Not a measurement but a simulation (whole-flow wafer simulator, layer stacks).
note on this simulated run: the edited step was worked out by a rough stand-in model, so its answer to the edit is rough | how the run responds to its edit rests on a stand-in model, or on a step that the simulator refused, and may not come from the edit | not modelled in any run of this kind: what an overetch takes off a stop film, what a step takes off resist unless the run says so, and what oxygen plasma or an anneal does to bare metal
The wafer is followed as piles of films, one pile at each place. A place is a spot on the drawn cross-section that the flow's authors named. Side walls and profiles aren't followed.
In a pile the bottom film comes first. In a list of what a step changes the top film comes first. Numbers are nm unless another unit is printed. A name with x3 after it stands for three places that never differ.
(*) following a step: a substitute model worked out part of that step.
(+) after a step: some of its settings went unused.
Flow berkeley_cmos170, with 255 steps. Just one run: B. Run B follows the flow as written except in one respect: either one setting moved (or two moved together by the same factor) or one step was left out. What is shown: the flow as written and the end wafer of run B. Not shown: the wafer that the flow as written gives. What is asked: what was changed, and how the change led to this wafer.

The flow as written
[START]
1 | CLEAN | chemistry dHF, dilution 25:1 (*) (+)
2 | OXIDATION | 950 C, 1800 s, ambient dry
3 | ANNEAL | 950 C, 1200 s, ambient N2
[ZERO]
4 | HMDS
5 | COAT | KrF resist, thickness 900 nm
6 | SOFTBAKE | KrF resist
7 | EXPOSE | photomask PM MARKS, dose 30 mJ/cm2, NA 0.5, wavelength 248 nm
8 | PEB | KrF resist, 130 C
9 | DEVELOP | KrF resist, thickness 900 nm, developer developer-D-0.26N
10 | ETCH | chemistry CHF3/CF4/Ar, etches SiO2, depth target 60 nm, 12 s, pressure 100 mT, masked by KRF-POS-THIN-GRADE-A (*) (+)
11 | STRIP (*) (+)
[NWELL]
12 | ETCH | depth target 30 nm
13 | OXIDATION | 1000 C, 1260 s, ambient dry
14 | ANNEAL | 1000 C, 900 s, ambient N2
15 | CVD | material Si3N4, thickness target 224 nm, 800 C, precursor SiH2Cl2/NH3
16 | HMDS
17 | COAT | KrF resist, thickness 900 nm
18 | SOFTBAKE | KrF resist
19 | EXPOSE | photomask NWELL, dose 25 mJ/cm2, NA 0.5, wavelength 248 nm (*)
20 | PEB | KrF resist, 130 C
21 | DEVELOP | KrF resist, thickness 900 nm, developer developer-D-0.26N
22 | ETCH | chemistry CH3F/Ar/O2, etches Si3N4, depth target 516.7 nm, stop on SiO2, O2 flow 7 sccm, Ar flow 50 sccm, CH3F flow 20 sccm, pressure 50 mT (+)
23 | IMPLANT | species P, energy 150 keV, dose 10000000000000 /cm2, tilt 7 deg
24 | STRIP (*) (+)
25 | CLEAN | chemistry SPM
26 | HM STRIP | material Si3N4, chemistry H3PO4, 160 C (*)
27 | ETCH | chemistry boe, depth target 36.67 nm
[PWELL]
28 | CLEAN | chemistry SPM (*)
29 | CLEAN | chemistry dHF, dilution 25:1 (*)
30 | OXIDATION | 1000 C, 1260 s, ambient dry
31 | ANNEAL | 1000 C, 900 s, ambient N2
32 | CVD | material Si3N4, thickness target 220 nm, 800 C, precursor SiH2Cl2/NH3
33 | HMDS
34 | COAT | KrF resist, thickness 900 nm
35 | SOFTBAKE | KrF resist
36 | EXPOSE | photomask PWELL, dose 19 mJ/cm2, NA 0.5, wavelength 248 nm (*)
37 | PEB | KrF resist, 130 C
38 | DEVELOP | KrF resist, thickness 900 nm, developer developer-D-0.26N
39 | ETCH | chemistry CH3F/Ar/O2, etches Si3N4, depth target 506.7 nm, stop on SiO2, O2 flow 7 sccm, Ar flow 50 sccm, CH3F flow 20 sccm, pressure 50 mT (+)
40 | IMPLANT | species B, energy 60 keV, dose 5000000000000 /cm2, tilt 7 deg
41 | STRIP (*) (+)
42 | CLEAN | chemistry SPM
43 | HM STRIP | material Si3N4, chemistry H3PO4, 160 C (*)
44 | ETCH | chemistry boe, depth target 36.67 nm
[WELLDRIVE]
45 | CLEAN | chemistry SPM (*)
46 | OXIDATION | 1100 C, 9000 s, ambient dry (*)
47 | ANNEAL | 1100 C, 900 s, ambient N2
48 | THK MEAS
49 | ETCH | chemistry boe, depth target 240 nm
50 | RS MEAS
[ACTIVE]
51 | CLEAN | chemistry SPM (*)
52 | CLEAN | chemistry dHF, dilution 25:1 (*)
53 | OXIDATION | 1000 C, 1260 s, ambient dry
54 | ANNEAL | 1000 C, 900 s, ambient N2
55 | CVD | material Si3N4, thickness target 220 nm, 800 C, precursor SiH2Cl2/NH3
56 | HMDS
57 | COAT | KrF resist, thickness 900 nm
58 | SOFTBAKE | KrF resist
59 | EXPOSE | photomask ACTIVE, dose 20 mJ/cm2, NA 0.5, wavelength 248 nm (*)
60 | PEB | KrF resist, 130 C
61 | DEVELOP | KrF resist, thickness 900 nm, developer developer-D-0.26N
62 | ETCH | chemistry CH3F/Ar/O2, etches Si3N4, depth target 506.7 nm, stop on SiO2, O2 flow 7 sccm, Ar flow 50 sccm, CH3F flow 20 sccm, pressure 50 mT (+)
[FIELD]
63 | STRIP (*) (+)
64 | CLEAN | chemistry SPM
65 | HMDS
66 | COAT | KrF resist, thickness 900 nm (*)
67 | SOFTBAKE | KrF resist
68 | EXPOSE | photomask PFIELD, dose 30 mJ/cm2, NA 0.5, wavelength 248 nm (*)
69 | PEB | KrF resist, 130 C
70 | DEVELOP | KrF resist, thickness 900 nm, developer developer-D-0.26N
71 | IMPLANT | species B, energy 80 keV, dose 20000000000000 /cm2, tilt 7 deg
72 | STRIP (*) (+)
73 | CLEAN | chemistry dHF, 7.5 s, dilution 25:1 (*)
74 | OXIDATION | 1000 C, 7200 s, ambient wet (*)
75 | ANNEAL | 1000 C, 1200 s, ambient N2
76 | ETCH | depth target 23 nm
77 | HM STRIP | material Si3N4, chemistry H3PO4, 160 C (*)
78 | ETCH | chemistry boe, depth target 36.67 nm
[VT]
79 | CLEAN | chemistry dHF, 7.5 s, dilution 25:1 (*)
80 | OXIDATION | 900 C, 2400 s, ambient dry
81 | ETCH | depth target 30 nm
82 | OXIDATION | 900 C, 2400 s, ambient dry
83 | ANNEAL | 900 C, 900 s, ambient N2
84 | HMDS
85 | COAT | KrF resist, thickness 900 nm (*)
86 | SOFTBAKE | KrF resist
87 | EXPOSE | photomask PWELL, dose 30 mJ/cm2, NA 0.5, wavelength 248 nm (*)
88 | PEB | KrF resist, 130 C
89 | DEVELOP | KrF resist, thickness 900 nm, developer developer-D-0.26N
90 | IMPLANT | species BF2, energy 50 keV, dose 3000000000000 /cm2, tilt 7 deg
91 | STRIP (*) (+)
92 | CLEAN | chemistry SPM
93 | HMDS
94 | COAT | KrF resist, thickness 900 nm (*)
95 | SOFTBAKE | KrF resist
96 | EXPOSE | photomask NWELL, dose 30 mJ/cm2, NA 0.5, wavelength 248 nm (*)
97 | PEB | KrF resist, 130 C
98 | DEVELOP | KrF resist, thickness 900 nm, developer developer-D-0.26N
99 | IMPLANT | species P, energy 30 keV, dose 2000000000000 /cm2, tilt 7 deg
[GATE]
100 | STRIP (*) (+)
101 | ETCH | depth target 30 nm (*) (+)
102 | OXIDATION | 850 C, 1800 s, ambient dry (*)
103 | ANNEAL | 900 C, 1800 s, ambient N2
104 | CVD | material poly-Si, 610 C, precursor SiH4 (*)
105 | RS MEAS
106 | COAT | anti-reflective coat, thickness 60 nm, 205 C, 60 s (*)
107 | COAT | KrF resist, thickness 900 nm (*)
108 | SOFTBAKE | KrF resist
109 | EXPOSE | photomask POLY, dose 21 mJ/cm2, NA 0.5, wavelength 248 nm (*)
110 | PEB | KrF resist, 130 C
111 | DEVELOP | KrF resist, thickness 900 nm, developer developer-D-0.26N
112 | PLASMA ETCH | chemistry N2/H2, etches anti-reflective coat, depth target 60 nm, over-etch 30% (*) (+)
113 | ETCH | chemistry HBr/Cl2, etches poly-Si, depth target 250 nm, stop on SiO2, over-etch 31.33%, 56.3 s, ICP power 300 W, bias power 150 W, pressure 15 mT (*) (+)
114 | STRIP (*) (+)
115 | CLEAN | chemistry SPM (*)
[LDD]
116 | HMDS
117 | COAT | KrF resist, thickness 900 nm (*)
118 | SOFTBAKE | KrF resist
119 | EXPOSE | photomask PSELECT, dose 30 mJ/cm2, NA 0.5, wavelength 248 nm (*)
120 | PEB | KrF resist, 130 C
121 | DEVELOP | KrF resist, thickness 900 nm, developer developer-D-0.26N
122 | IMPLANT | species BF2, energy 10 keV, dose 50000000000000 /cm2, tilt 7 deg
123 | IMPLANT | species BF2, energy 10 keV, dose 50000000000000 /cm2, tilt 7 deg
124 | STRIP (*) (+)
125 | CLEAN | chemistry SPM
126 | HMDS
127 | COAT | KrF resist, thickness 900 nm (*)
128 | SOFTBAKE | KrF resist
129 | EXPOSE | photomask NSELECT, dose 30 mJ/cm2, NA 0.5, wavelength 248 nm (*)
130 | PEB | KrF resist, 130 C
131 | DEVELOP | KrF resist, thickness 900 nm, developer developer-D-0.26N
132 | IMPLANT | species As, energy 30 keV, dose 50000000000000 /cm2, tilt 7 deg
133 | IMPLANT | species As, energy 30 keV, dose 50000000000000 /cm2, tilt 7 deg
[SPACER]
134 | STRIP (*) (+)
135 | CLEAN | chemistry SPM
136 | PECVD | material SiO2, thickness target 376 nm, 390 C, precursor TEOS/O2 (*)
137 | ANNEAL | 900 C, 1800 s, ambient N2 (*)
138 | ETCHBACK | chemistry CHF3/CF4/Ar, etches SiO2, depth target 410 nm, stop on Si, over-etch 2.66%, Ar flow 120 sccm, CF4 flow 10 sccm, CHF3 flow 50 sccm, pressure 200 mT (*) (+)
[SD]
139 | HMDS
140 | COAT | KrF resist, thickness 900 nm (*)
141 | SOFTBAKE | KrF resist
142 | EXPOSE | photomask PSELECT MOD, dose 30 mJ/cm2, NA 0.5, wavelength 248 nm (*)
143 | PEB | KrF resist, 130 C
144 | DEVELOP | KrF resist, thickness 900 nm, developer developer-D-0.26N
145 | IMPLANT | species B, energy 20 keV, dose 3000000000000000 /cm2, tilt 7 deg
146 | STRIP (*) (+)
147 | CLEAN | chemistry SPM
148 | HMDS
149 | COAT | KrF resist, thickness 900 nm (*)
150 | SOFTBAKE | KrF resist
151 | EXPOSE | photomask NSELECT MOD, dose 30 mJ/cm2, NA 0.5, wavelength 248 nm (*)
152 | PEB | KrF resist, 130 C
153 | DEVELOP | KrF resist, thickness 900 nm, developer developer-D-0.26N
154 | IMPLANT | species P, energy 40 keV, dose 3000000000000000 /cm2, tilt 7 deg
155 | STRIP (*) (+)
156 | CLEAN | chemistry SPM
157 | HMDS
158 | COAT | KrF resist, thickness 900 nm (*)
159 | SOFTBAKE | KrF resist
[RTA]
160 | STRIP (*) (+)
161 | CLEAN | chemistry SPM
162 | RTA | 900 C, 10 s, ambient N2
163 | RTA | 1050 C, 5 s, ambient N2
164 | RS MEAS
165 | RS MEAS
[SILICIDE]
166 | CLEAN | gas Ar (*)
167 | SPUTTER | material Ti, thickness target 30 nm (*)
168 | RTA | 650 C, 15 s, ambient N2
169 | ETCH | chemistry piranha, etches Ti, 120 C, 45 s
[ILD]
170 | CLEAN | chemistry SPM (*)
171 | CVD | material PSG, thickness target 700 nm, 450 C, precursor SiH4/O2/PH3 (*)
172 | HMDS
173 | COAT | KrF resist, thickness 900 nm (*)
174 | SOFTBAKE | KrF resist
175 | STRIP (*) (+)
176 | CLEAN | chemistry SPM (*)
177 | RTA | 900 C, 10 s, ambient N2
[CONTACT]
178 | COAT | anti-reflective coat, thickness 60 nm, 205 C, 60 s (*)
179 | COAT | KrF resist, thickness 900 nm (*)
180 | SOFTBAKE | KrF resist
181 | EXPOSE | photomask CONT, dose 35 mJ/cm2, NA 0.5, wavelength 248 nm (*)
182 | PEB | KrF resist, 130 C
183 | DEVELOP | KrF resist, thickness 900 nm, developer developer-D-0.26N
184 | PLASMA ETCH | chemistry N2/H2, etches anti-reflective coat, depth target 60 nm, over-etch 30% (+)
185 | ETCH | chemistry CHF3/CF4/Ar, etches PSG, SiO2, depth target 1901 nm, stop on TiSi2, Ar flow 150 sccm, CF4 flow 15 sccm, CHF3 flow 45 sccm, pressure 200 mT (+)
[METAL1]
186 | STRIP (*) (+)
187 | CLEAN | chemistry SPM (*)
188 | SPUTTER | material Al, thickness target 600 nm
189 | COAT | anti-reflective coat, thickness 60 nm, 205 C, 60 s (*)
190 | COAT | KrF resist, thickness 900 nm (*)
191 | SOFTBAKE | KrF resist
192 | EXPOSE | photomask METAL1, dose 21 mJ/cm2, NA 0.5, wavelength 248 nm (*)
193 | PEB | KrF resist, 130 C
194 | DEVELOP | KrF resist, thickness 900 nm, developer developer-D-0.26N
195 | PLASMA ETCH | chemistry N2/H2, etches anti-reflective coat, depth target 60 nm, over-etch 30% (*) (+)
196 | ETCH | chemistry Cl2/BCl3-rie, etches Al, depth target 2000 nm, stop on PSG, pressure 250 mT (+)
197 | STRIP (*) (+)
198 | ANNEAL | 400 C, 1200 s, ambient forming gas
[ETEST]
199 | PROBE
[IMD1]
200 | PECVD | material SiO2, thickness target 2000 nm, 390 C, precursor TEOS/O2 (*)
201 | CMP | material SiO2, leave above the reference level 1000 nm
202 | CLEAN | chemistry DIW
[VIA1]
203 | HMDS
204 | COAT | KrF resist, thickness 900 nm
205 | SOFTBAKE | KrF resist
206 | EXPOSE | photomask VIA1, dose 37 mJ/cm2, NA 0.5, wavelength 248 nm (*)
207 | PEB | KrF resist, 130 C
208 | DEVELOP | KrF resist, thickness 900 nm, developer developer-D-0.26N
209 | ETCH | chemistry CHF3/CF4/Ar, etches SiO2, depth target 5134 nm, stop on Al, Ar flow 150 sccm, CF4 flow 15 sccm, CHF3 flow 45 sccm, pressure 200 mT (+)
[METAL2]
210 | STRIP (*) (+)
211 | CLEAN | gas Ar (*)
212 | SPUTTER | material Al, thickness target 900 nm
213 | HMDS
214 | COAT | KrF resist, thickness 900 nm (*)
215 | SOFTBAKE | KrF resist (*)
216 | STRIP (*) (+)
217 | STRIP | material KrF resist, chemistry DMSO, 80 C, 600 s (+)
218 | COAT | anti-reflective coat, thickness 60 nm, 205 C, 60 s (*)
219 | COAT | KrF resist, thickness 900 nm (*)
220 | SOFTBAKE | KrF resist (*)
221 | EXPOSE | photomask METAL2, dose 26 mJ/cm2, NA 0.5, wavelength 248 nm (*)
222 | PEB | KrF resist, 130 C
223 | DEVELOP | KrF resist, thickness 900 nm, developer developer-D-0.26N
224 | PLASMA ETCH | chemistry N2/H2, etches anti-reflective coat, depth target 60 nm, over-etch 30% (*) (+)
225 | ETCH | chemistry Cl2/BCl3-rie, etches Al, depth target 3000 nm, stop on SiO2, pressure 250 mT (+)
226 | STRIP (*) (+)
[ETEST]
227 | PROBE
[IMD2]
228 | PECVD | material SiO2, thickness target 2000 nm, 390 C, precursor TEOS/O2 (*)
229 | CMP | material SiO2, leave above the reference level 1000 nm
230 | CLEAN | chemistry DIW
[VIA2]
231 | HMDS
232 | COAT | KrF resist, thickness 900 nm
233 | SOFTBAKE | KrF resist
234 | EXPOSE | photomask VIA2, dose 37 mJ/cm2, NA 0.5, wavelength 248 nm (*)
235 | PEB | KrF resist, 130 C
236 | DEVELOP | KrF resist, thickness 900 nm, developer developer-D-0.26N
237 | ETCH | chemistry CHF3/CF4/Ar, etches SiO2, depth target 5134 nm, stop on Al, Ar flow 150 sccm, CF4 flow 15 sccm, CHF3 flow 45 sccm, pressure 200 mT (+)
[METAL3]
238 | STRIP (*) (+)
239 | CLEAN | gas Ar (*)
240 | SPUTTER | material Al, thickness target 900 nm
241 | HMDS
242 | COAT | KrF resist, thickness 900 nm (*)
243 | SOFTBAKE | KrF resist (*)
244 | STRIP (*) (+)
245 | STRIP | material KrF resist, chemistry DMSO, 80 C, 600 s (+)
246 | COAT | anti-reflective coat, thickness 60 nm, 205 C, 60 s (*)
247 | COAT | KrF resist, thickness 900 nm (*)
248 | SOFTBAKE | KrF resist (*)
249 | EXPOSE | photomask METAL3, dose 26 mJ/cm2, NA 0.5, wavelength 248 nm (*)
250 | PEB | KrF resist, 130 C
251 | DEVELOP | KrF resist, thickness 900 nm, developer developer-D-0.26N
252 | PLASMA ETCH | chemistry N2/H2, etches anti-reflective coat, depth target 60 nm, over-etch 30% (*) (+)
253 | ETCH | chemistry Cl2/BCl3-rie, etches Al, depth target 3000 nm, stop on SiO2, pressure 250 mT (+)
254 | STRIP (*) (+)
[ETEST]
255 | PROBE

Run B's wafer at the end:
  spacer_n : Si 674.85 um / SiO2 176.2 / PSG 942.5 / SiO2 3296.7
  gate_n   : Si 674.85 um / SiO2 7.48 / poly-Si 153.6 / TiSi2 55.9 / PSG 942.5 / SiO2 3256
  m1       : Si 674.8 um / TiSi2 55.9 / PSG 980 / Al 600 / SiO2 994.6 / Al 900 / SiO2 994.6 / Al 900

Cause: step 171, CVD: thickness target 980 nm was run, while the flow as written has thickness target 700 nm.
The wafer lets one read it off: m1 has PSG 980, and step 171 as written asks for 700 nm.

The path from the change to this, step by step:
  171 | CVD | material PSG, thickness target 700 nm, 450 C, precursor SiH4/O2/PH3 (*)
      field, sd_n, spacer_n and 9 more: +980 PSG (new film) (in the flow as written it would be: +700 PSG (new film))
  178 | COAT | anti-reflective coat, thickness 60 nm, 205 C, 60 s (*)
      field: +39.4 anti-reflective coat (new film) (in the flow as written it would be: +38.6 anti-reflective coat (new film))
      spacer_n: +42.1 anti-reflective coat (new film) (in the flow as written it would be: +41.2 anti-reflective coat (new film))
      (as well as at 2 more places)
  184 | PLASMA ETCH | chemistry N2/H2, etches anti-reflective coat, depth target 60 nm, over-etch 30% (+)
      field, sd_n, spacer_n and 8 more: -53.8 KrF resist (in the flow as written it would be: -52.6 KrF resist)
      contact: -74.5 anti-reflective coat (all of it), -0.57 PSG (in the flow as written it would be: -72.8 anti-reflective coat (all of it), -0.56 PSG)
  185 | ETCH | chemistry CHF3/CF4/Ar, etches PSG, SiO2, depth target 1901 nm, stop on TiSi2, Ar flow 150 sccm, CF4 flow 15 sccm, CHF3 flow 45 sccm, pressure 200 mT (+)
      field, sd_n, spacer_n and 8 more: -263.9 KrF resist (in the flow as written it would be: -193.9 KrF resist)
      contact: -979.4 PSG (all of it), -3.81 TiSi2 (in the flow as written it would be: -699.4 PSG (all of it), -3.81 TiSi2)
  186 | STRIP (*) (+)
      field: -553 KrF resist (all of it), -39.4 anti-reflective coat (all of it) (in the flow as written it would be: -623.9 KrF resist (all of it), -38.6 anti-reflective coat (all of it))
      sd_n: -571.5 KrF resist (all of it), -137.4 anti-reflective coat (all of it) (in the flow as written it would be: -643.8 KrF resist (all of it), -135.1 anti-reflective coat (all of it))
      (as well as at 9 more places)
  188 | SPUTTER | material Al, thickness target 600 nm
      contact: +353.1 Al (new film) (in the flow as written it would be: +415.7 Al (new film))
  189 | COAT | anti-reflective coat, thickness 60 nm, 205 C, 60 s (*)
      sd_n: +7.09 anti-reflective coat (new film) (in the flow as written it would be: +17.7 anti-reflective coat (new film))
      contact: +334 anti-reflective coat (new film) (in the flow as written it would be: +261.9 anti-reflective coat (new film))
      (as well as at 1 more place)
  190 | COAT | KrF resist, thickness 900 nm (*)
      sd_n: +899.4 KrF resist (new film) (in the flow as written it would be: +922.1 KrF resist (new film))
      contact: +1709.9 KrF resist (new film) (in the flow as written it would be: +1495.4 KrF resist (new film))
  194 | DEVELOP | KrF resist, thickness 900 nm, developer developer-D-0.26N
      sd_n: -898 KrF resist (all of it) (in the flow as written it would be: -920.6 KrF resist (all of it))
  195 | PLASMA ETCH | chemistry N2/H2, etches anti-reflective coat, depth target 60 nm, over-etch 30% (*) (+)
      sd_n: -7.09 anti-reflective coat (all of it) (in the flow as written it would be: -17.7 anti-reflective coat (all of it))
  197 | STRIP (*) (+)
      contact: -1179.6 KrF resist (all of it), -334 anti-reflective coat (all of it) (in the flow as written it would be: -966.1 KrF resist (all of it), -261.9 anti-reflective coat (all of it))
      via1: -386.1 KrF resist (all of it), -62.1 anti-reflective coat (all of it) (in the flow as written it would be: -392.8 KrF resist (all of it), -63.6 anti-reflective coat (all of it))
  201 | CMP | material SiO2, leave above the reference level 1000 nm
      contact: nothing (in the flow as written it would be: -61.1 SiO2)
  204 | COAT | KrF resist, thickness 900 nm
      contact: +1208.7 KrF resist (new film) (in the flow as written it would be: +900 KrF resist (new film))
  207 | PEB | KrF resist, 130 C
      contact: -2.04 KrF resist (in the flow as written it would be: -1.43 KrF resist)
  210 | STRIP (*) (+)
      contact: -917 KrF resist (all of it) (in the flow as written it would be: -608.9 KrF resist (all of it))
  212 | SPUTTER | material Al, thickness target 900 nm
      contact: +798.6 Al (new film) (in the flow as written it would be: +900 Al (new film))
  ... 6 other steps ...
  229 | CMP | material SiO2, leave above the reference level 1000 nm
      contact: -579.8 SiO2 (in the flow as written it would be: -1000 SiO2)
